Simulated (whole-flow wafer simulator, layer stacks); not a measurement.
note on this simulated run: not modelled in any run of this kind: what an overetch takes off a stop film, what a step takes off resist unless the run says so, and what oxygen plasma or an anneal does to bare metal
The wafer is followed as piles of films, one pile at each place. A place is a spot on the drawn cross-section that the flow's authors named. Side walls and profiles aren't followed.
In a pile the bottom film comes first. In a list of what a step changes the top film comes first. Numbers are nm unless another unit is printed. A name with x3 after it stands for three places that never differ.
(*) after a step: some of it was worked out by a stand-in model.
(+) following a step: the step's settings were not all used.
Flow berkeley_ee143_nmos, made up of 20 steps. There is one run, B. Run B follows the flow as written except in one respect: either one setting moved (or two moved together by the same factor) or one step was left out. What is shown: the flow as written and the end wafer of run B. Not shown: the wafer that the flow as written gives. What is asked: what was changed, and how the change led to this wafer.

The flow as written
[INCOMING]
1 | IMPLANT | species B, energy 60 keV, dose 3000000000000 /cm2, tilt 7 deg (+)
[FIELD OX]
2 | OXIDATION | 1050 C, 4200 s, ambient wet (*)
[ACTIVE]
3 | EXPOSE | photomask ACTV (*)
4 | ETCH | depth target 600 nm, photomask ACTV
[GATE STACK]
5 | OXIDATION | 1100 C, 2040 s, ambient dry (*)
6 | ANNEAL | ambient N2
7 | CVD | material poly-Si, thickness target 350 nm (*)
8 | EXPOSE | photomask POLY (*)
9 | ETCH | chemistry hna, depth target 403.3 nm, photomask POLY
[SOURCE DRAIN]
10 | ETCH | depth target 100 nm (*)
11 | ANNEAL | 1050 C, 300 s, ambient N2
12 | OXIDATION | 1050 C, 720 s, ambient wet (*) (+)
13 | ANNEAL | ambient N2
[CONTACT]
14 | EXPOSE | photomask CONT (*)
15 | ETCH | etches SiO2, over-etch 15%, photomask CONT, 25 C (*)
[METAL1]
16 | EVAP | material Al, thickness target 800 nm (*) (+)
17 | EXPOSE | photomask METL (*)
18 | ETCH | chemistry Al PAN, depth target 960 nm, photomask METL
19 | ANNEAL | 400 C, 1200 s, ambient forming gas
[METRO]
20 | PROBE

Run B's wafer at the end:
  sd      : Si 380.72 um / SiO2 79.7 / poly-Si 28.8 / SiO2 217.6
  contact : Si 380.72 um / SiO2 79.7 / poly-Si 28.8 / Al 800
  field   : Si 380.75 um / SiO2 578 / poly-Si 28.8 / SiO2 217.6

The reason: step 9, ETCH: depth target 225.5 nm was run, though the flow has depth target 403.3 nm.

How this came from the change, step by step:
  9 | ETCH | chemistry hna, depth target 403.3 nm, photomask POLY
      sd, contact, field: poly-Si loses 225.5 (in the flow as written it would be: poly-Si loses 350 (all of it))
  10 | ETCH | depth target 100 nm (*)
      sd, contact: nothing (in the flow as written it would be: SiO2 loses 79.7 (all of it))
      field: nothing (in the flow as written it would be: SiO2 loses 100)
  12 | OXIDATION | 1050 C, 720 s, ambient wet (*) (+)
      sd, contact: SiO2 gains 217.6 (new film), poly-Si loses 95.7 (in the flow as written it would be: SiO2 gains 189.4 (new film), Si loses 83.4)
      field: SiO2 gains 217.6 (new film), poly-Si loses 95.7 (in the flow as written it would be: SiO2 gains 69.1, Si loses 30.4)
  15 | ETCH | etches SiO2, over-etch 15%, photomask CONT, 25 C (*)
      contact: SiO2 loses 217.6 (all of it) (in the flow as written it would be: SiO2 loses 189.4 (all of it))
